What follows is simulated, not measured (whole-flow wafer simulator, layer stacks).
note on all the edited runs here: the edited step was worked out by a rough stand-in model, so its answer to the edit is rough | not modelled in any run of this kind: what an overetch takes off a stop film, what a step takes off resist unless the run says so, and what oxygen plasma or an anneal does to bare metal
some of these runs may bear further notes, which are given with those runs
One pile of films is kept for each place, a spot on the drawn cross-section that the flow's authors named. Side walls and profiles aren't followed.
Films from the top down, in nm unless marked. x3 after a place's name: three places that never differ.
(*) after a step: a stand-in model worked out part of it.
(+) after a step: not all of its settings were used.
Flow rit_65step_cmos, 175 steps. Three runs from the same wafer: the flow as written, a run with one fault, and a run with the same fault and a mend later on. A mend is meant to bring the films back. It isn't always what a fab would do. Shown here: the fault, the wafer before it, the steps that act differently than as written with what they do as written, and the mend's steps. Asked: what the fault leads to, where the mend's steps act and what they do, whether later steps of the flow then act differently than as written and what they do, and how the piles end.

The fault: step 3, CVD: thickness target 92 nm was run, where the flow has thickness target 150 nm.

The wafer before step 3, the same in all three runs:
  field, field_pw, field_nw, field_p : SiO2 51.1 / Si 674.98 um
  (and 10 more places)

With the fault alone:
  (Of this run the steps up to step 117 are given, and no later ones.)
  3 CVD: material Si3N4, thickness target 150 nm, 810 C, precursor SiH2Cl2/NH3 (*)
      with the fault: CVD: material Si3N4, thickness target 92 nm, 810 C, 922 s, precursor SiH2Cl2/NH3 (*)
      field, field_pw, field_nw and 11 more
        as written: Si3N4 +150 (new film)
        with the fault: Si3N4 +92 (new film)
  Later steps of the flow that act differently than as written (36 more steps differ only slightly, by at most 2% or 0.5 nm, whichever is larger, and aren't shown):
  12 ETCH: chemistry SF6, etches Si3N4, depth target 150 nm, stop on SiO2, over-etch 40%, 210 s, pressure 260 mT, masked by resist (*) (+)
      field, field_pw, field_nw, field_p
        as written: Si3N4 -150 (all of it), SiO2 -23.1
        with the fault: Si3N4 -92 (all of it), SiO2 -45.4
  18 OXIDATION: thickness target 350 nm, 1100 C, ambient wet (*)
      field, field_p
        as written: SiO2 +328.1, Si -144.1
        with the fault: SiO2 +346.4, Si -152.1
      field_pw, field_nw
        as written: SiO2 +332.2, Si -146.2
        with the fault: SiO2 +349.3, Si -153.7
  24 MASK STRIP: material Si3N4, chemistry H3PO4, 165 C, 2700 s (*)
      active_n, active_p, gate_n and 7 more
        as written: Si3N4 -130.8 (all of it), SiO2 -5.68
        with the fault: Si3N4 -72.8 (all of it), SiO2 -7.89
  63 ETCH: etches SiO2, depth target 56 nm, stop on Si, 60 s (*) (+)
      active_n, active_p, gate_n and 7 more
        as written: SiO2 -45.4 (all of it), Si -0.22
        with the fault: SiO2 -43.2 (all of it), Si -0.26
  After step 117 the piles differ from the flow's only slightly at the places that both follow, by at most 2% or 0.5 nm, whichever is larger.

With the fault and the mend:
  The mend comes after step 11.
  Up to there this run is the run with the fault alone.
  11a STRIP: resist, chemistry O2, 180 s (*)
      active_n, active_p, gate_n and 7 more
        resist -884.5 (all of it)
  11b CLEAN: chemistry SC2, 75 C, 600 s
      changes no film at any place that is followed
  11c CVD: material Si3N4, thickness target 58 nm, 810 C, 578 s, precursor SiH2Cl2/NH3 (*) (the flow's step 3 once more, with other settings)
      field, field_pw, field_nw and 11 more
        Si3N4 +58
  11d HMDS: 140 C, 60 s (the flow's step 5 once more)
      changes no film at any place that is followed
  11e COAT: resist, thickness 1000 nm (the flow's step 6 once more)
      field, field_pw, field_nw and 11 more
        resist +1000 (new film)
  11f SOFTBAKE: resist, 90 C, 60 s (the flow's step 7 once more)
      changes no film at any place that is followed
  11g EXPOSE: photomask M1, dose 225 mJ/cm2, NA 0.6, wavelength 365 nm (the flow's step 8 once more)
      changes no film at any place that is followed
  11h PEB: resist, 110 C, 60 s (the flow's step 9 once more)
      field, field_pw, field_nw and 11 more
        resist -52
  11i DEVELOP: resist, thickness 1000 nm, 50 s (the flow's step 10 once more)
      field, field_pw, field_nw, field_p
        resist -948 (all of it)
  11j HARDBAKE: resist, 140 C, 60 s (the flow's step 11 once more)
      active_n, active_p, gate_n and 7 more
        resist -63.5
  No later step of the flow acts differently than as written at any place that is followed.
  At the end the piles are the same as the flow's at every place that both follow.
